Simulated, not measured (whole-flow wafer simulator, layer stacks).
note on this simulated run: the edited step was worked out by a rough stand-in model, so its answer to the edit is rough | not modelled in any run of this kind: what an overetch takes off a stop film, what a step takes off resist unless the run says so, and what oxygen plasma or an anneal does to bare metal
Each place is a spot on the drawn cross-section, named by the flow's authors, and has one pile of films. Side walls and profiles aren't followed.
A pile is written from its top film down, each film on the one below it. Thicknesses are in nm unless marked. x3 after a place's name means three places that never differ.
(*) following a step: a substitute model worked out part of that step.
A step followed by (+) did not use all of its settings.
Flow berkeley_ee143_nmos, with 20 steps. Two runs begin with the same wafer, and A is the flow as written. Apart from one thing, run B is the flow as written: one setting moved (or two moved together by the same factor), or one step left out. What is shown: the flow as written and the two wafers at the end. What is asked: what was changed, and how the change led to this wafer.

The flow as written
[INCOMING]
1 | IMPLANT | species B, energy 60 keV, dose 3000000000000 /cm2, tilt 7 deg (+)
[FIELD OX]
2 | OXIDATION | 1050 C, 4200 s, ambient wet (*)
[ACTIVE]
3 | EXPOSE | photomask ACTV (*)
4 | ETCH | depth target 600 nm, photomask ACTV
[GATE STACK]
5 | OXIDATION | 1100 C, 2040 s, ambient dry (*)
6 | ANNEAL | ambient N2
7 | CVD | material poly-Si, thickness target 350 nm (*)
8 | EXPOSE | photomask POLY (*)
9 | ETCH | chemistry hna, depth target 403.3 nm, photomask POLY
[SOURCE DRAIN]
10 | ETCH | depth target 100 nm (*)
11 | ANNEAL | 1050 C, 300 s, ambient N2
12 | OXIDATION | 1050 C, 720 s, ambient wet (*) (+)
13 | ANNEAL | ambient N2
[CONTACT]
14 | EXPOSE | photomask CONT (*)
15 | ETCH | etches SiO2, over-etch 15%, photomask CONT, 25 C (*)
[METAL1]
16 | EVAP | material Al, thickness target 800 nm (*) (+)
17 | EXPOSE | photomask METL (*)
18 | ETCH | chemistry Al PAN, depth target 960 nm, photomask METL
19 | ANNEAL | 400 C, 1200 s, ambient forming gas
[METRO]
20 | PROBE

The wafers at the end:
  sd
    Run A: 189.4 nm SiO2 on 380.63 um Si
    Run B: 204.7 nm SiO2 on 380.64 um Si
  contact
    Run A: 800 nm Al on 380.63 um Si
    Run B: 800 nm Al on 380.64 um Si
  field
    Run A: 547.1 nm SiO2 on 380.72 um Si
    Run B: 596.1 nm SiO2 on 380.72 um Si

The reason: step 10, ETCH: depth target 46 nm was run, while the flow as written has depth target 100 nm.

How this came from the change, step by step:
  10 | ETCH | depth target 100 nm (*)
      sd, contact: A SiO2 loses 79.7 (all of it) | B SiO2 loses 46
      field: A SiO2 loses 100 | B SiO2 loses 46
  12 | OXIDATION | 1050 C, 720 s, ambient wet (*) (+)
      sd, contact: A SiO2 gains 189.4 (new film), Si loses 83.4 | B SiO2 gains 171, Si loses 75.2
      field: A SiO2 gains 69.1, Si loses 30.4 | B SiO2 gains 64.1, Si loses 28.2
  15 | ETCH | etches SiO2, over-etch 15%, photomask CONT, 25 C (*)
      contact: A SiO2 loses 189.4 (all of it) | B SiO2 loses 204.7 (all of it)
